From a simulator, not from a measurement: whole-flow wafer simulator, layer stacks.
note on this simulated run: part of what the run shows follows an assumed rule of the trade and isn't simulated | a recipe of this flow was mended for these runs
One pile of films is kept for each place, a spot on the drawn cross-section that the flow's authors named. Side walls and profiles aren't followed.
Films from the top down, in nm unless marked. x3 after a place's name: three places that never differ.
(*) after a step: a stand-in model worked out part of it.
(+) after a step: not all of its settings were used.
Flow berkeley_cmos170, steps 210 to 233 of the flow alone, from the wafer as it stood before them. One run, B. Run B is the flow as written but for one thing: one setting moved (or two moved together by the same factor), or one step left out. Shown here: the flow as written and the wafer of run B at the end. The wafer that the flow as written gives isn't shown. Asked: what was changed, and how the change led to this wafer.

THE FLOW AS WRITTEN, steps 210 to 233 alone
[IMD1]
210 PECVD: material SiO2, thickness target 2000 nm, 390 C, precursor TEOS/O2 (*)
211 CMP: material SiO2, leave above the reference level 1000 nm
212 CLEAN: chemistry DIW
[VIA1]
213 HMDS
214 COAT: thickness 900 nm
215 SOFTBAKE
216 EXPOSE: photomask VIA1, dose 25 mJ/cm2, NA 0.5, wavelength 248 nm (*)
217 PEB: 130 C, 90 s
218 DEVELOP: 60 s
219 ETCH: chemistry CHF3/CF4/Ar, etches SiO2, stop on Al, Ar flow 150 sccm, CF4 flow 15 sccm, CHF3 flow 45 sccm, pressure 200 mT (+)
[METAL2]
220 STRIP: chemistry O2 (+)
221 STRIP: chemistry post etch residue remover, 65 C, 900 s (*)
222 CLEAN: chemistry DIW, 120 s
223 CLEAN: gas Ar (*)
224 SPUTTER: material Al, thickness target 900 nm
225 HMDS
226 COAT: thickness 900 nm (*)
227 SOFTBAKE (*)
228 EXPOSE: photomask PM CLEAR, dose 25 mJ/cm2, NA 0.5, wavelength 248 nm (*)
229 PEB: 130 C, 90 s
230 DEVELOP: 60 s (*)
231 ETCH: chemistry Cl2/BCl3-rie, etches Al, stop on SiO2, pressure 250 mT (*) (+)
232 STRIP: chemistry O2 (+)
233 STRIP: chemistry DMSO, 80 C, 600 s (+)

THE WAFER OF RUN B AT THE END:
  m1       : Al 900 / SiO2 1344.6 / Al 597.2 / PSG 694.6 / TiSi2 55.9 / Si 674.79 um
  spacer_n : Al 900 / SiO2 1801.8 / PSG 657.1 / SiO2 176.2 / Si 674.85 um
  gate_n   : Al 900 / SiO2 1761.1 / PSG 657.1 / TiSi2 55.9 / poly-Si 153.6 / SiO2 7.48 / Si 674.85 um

The cause: step 211, CMP: leave above the reference level 1350 nm was run, where the flow has leave above the reference level 1000 nm.

How the change led to this, step by step:
  211 CMP: material SiO2, leave above the reference level 1000 nm
      mark: nothing (as written it would be: SiO2 -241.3)
      sd_p: nothing (as written it would be: SiO2 -338.1)
      (and at 11 more places)
  214 COAT: thickness 900 nm
      contact: KrF-resist +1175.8 (new film) (as written it would be: KrF-resist +900 (new film))
  217 PEB: 130 C, 90 s
      contact: KrF-resist -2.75 (as written it would be: KrF-resist -2)
  219 ETCH: chemistry CHF3/CF4/Ar, etches SiO2, stop on Al, Ar flow 150 sccm, CF4 flow 15 sccm, CHF3 flow 45 sccm, pressure 200 mT (+)
      field, mark, sd_n and 9 more: KrF-resist -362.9 (as written it would be: KrF-resist -275.4)
      via1: SiO2 -1350 (all of it), Al -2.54 (as written it would be: SiO2 -1000 (all of it), Al -2.54)
  220 STRIP: chemistry O2 (+)
      spacer_n, gate_n, m2: KrF-resist -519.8 (all of it) (as written it would be: KrF-resist -607.6 (all of it))
      field: KrF-resist -520 (all of it) (as written it would be: KrF-resist -607.6 (all of it))
      (and at 8 more places)
  224 SPUTTER: material Al, thickness target 900 nm
      contact: Al +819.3 (new film) (as written it would be: Al +900 (new film))
      via1: Al +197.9 (as written it would be: Al +259.4)
  226 COAT: thickness 900 nm (*)
      contact: KrF-resist +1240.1 (new film) (as written it would be: KrF-resist +889.8 (new film))
      m1: KrF-resist +795.2 (new film) (as written it would be: KrF-resist +821.4 (new film))
      (and at 1 more place)
  229 PEB: 130 C, 90 s
      contact: KrF-resist -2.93 (as written it would be: KrF-resist -1.98)
      via1: KrF-resist -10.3 (as written it would be: KrF-resist -7.55)
  232 STRIP: chemistry O2 (+)
      sd_n: KrF-resist -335 (all of it) (as written it would be: KrF-resist -347 (all of it))
      sd_p: KrF-resist -356.5 (all of it) (as written it would be: KrF-resist -349.3 (all of it))
      (and at 4 more places)
